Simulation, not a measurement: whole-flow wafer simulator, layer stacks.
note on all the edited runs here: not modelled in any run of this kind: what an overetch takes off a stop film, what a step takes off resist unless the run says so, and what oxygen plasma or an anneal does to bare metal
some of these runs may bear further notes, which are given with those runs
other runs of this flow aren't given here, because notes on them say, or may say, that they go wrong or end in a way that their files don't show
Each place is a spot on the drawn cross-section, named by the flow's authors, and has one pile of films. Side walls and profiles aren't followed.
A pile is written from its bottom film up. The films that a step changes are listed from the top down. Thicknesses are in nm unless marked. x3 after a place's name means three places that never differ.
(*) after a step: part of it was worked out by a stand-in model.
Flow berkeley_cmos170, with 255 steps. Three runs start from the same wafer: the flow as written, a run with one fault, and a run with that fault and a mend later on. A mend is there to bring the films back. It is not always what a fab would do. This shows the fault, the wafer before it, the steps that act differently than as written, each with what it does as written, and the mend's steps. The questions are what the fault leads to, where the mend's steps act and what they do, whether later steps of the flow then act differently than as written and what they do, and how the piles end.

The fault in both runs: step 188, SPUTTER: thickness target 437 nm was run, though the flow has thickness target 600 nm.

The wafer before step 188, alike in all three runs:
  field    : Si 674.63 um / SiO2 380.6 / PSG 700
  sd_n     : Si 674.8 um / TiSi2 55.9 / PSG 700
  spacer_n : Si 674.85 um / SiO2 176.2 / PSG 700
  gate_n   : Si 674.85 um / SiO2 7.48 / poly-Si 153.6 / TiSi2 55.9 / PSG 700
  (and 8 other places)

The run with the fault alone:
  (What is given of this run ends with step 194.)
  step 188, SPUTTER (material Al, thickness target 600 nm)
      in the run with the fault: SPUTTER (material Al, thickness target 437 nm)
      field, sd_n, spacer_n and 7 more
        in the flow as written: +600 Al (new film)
        in the run with the fault: +437 Al (new film)
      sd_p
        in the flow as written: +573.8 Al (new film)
        in the run with the fault: +412.7 Al (new film)
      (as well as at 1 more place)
  Steps later in the flow that act otherwise than as written (not shown: 2 more steps that differ only slightly, by at most 2% or 0.5 nm, whichever is larger):
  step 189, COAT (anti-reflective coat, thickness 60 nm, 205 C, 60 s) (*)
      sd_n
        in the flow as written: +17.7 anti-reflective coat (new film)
        in the run with the fault: +13.1 anti-reflective coat (new film)
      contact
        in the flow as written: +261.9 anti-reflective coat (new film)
        in the run with the fault: +243.4 anti-reflective coat (new film)
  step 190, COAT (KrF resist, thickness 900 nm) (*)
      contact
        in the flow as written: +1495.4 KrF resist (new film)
        in the run with the fault: +1457.9 KrF resist (new film)
  Once step 194 is done, the piles at field, sd_n, spacer_n and 9 more depart from the flow's by more than 2% or 0.5 nm, whichever is larger.
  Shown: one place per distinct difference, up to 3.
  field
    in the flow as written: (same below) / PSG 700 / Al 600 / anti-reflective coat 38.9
    in the run with the fault: (same below) / PSG 700 / Al 437 / anti-reflective coat 38.6
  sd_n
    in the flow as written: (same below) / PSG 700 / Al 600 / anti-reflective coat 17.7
    in the run with the fault: (same below) / PSG 700 / Al 437 / anti-reflective coat 13.1
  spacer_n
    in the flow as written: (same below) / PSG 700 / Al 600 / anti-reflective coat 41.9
    in the run with the fault: (same below) / PSG 700 / Al 437 / anti-reflective coat 41.7

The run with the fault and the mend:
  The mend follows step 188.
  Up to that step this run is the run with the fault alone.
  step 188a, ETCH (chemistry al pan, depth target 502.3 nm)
      field, sd_n, spacer_n and 7 more
        -437 Al (all of it)
      sd_p
        -412.7 Al (all of it)
      contact
        -306.4 Al (all of it)
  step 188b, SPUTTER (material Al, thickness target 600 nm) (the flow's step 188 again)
      field, sd_n, spacer_n and 7 more
        +600 Al (new film)
      sd_p
        +573.8 Al (new film)
      contact
        +415.7 Al (new film)
  Later steps of the flow that are run all act as written at every place that is followed.
  At every place that both follow, the piles at the end match the flow's.
